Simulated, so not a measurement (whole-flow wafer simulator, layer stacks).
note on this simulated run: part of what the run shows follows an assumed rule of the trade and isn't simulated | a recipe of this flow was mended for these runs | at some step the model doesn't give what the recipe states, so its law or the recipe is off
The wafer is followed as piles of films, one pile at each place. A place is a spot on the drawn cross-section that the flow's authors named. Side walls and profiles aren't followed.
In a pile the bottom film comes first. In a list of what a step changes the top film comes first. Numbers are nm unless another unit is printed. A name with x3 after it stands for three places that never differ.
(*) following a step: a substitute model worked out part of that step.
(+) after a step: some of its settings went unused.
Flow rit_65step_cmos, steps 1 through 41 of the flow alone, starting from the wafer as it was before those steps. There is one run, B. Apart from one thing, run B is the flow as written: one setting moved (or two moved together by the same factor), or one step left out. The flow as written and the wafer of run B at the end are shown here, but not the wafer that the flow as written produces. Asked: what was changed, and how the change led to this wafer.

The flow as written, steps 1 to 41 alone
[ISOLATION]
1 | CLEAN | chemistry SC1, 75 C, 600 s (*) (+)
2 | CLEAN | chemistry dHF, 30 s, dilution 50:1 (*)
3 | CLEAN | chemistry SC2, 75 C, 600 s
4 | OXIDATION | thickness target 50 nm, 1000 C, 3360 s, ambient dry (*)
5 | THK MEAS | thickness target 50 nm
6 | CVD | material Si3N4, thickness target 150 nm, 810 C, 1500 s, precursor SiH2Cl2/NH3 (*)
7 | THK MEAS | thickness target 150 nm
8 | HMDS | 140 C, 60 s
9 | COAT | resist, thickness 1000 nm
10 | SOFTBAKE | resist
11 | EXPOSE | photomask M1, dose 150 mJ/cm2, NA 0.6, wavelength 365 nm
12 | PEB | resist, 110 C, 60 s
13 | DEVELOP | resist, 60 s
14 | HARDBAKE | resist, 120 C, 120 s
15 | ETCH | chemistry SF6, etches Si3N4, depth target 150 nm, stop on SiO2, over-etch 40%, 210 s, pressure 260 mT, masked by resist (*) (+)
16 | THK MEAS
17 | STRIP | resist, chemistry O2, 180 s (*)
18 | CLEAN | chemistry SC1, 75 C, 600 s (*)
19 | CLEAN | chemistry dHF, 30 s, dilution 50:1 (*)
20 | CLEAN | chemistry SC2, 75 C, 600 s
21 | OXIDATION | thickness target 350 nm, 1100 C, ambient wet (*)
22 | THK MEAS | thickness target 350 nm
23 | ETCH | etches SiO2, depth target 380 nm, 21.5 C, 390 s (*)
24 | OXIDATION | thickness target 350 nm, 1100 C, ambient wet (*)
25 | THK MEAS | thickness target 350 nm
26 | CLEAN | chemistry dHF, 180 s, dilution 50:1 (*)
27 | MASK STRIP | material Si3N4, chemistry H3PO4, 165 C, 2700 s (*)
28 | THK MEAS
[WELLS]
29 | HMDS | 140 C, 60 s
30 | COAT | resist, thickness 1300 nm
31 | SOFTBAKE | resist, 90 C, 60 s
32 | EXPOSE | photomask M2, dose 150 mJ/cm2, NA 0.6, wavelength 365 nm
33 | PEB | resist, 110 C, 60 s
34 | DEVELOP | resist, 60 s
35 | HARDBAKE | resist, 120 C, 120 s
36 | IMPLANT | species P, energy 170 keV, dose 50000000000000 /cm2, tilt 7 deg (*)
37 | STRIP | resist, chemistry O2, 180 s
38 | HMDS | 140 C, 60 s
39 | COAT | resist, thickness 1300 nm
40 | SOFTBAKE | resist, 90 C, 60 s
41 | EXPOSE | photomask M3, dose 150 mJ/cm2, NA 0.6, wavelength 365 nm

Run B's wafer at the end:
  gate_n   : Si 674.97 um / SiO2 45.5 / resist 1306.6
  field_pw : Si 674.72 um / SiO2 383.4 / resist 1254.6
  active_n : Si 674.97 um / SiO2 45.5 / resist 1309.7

The reason: step 23, ETCH: depth target 190 nm was run, while the flow as written has depth target 380 nm; step 23, ETCH: 195 s was run, where the flow has 390 s.

How this came from the change, step by step:
  23 | ETCH | etches SiO2, depth target 380 nm, 21.5 C, 390 s (*)
      field, field_p: -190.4 SiO2 (in the flow as written it would be: -351.3 SiO2 (all of it), -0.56 Si)
      field_pw, field_nw: -190.5 SiO2 (in the flow as written it would be: -355.4 SiO2 (all of it), -0.49 Si)
      (also at 10 further places)
  24 | OXIDATION | thickness target 350 nm, 1100 C, ambient wet (*)
      field, field_p: +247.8 SiO2, -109 Si (in the flow as written it would be: +350 SiO2 (new film), -154 Si)
      field_pw, field_nw: +245.8 SiO2, -108.2 Si (in the flow as written it would be: +350 SiO2 (new film), -154 Si)
  30 | COAT | resist, thickness 1300 nm
      field_pw, field_nw: +1254.6 resist (new film) (in the flow as written it would be: +1313 resist (new film))
      field: +1239.3 resist (new film) (in the flow as written it would be: +1315.7 resist (new film))
      (also at 1 further place)
  33 | PEB | resist, 110 C, 60 s
      field, field_p: -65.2 resist (in the flow as written it would be: -69.2 resist)
      field_pw, field_nw: -66 resist (in the flow as written it would be: -69.1 resist)
  34 | DEVELOP | resist, 60 s
      field_nw: -1188.6 resist (all of it) (in the flow as written it would be: -1243.9 resist (all of it))
      field_p: -1174.3 resist (all of it) (in the flow as written it would be: -1246.5 resist (all of it))
  35 | HARDBAKE | resist, 120 C, 120 s
      field: -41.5 resist (in the flow as written it would be: -44.1 resist)
      field_pw: -42.1 resist (in the flow as written it would be: -44 resist)
  37 | STRIP | resist, chemistry O2, 180 s
      field: -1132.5 resist (all of it) (in the flow as written it would be: -1202.4 resist (all of it))
      field_pw: -1146.6 resist (all of it) (in the flow as written it would be: -1199.9 resist (all of it))
  39 | COAT | resist, thickness 1300 nm
      field_pw, field_nw: +1254.6 resist (new film) (in the flow as written it would be: +1313 resist (new film))
      field: +1239.3 resist (new film) (in the flow as written it would be: +1315.7 resist (new film))
      (also at 1 further place)
